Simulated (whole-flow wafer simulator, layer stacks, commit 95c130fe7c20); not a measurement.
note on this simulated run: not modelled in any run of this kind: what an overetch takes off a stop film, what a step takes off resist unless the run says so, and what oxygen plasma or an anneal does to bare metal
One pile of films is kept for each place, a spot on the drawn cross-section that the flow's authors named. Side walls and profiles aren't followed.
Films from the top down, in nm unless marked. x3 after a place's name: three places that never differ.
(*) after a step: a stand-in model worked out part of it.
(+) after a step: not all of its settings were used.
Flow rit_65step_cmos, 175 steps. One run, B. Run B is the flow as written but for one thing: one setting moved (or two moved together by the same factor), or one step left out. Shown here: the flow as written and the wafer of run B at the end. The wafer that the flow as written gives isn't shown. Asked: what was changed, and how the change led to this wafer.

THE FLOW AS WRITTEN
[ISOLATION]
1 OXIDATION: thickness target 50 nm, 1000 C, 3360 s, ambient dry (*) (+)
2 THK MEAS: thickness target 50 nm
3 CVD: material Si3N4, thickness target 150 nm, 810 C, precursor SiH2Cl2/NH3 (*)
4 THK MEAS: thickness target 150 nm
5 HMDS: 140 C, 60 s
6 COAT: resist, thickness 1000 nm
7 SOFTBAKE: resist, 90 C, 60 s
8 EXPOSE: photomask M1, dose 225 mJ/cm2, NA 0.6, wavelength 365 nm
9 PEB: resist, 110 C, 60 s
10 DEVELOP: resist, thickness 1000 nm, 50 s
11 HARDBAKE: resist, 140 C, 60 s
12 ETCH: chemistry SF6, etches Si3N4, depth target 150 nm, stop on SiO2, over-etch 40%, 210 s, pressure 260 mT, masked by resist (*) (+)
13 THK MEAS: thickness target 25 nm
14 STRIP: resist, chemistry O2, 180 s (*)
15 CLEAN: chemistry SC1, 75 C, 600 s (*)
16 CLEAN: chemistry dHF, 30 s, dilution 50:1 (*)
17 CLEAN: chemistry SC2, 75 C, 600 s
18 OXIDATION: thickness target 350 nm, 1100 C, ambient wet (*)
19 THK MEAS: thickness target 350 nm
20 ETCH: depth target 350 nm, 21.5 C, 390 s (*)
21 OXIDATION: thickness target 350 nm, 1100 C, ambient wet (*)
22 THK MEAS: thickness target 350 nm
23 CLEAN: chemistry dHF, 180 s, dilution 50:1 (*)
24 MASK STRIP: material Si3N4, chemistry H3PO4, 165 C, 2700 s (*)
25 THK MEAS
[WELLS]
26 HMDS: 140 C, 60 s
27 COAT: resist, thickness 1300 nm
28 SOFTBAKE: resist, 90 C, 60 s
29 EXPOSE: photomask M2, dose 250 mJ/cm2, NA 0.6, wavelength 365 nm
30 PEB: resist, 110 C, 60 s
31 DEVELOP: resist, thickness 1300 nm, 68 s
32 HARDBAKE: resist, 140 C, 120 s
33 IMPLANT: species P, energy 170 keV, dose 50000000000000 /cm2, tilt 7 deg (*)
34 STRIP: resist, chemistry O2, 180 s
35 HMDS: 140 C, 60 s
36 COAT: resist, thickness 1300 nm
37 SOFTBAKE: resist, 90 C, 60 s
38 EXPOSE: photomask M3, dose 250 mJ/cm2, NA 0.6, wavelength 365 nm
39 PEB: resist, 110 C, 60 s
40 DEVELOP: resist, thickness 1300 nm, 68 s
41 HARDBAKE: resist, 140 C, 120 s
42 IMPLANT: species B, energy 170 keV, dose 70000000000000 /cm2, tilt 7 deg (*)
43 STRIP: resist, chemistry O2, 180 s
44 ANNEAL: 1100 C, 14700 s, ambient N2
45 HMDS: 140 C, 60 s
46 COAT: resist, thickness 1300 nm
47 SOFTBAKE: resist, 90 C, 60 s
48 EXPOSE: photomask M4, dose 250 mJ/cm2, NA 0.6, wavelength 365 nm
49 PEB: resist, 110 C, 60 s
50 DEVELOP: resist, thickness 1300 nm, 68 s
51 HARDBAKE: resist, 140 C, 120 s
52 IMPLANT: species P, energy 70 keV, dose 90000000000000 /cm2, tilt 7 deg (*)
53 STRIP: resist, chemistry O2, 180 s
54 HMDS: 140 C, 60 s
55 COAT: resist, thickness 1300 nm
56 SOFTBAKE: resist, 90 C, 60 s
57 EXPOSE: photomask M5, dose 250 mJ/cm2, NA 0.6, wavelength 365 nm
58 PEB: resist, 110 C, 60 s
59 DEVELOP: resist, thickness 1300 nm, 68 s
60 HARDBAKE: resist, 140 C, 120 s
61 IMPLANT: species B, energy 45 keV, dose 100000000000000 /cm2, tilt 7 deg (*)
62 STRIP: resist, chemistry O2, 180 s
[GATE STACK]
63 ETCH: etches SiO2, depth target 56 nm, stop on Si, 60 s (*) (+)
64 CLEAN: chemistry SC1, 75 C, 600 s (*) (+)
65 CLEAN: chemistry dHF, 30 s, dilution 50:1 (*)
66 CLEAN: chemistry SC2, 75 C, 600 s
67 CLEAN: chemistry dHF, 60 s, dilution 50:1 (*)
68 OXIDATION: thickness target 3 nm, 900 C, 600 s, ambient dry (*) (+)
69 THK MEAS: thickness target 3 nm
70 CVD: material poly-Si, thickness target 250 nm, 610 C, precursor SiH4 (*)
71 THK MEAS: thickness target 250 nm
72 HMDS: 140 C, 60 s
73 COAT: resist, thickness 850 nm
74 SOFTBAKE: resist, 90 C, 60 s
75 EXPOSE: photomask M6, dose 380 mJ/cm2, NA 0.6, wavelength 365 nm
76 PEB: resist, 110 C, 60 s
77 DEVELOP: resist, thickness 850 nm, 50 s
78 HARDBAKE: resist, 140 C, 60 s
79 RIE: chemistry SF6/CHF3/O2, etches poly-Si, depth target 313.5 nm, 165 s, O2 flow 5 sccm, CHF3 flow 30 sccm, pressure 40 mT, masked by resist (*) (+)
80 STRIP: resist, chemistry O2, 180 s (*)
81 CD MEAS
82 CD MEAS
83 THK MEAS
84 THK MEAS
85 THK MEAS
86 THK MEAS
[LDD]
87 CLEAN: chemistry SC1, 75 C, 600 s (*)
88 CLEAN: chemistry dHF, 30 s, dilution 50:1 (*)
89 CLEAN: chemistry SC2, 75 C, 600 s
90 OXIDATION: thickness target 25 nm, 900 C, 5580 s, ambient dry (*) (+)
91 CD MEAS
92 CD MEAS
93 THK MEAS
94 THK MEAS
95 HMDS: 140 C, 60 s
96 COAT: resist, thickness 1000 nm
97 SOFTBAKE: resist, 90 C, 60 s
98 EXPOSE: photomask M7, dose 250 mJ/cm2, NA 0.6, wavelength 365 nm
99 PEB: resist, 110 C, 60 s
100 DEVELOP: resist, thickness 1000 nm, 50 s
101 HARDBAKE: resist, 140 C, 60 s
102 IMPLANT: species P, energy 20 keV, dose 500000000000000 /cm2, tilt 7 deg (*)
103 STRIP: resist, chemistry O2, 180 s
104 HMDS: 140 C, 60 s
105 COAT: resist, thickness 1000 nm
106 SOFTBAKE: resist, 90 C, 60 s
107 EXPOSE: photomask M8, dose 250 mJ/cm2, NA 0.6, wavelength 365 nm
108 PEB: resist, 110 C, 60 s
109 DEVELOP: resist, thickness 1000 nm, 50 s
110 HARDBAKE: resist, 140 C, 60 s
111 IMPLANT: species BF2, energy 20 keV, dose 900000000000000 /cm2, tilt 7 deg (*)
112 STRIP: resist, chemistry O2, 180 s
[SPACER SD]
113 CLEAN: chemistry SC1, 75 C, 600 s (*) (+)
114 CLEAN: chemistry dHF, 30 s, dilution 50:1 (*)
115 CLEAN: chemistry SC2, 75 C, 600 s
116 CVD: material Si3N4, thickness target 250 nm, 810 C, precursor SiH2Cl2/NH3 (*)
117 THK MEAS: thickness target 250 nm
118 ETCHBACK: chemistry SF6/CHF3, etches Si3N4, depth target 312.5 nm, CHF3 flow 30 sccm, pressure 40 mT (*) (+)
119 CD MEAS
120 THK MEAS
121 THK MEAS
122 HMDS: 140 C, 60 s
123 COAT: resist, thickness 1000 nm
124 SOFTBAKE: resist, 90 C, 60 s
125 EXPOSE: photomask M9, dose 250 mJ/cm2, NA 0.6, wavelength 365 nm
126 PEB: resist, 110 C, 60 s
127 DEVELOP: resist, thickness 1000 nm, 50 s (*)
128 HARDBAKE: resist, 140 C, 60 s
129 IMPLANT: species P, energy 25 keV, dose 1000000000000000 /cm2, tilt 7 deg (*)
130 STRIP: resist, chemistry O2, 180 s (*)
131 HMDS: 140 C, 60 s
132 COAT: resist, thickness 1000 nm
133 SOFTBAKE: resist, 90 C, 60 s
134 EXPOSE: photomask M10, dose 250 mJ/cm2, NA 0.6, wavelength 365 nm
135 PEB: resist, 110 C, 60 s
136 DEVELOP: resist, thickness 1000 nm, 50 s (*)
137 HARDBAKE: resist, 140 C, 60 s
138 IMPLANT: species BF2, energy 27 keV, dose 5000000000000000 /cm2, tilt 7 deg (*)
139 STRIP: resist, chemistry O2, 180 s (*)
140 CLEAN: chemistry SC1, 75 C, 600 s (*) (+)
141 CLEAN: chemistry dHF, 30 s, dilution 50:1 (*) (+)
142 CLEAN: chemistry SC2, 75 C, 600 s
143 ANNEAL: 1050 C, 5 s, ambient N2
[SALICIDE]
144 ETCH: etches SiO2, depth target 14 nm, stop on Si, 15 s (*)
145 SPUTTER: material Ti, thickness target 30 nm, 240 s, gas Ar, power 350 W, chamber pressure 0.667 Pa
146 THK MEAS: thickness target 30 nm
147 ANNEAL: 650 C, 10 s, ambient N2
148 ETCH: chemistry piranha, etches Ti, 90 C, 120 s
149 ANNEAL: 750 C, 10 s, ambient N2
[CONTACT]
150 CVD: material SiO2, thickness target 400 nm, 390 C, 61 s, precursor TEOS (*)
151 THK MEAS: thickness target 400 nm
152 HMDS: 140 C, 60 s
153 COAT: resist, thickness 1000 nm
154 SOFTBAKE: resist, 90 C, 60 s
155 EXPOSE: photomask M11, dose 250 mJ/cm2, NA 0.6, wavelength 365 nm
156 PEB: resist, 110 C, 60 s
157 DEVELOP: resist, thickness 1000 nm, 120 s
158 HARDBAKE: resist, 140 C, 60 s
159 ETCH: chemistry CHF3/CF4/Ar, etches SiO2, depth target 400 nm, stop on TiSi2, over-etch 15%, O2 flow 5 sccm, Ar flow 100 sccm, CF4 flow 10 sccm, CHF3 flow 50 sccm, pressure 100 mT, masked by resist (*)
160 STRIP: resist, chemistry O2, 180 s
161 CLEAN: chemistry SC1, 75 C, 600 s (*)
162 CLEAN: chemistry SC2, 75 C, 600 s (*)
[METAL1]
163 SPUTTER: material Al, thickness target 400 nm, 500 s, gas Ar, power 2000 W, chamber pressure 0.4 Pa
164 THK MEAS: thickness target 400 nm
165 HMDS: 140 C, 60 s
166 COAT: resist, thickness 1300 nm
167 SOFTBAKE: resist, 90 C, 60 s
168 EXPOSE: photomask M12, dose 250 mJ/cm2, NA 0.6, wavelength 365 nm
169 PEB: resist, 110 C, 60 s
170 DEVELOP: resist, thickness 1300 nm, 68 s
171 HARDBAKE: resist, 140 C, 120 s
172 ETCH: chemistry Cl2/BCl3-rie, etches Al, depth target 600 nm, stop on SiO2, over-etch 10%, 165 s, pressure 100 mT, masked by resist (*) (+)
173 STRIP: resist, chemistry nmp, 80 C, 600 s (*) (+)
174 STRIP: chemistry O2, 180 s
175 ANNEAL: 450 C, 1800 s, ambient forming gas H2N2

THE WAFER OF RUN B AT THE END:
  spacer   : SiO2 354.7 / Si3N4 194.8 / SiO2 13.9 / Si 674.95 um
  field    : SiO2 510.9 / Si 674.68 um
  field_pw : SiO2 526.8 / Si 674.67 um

The cause: step 163, SPUTTER: thickness target 330 nm was run, where the flow has thickness target 400 nm; step 163, SPUTTER: 413 s was run, where the flow has 500 s.

How the change led to this, step by step:
  163 SPUTTER: material Al, thickness target 400 nm, 500 s, gas Ar, power 2000 W, chamber pressure 0.4 Pa
      field, field_p, spacer, spacer_p: Al +330 (new film) (as written it would be: Al +400 (new film))
      gate_n, gate_p: Al +330 (new film) (as written it would be: Al +396 (new film))
      (and at 2 more places)
  172 ETCH: chemistry Cl2/BCl3-rie, etches Al, depth target 600 nm, stop on SiO2, over-etch 10%, 165 s, pressure 100 mT, masked by resist (*) (+)
      field, spacer, spacer_p: Al -330 (all of it), SiO2 -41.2 (as written it would be: Al -400 (all of it), SiO2 -32.5)
      gate_n, gate_p: Al -330 (all of it), SiO2 -41.2 (as written it would be: Al -396 (all of it), SiO2 -33)
      (and at 3 more places)
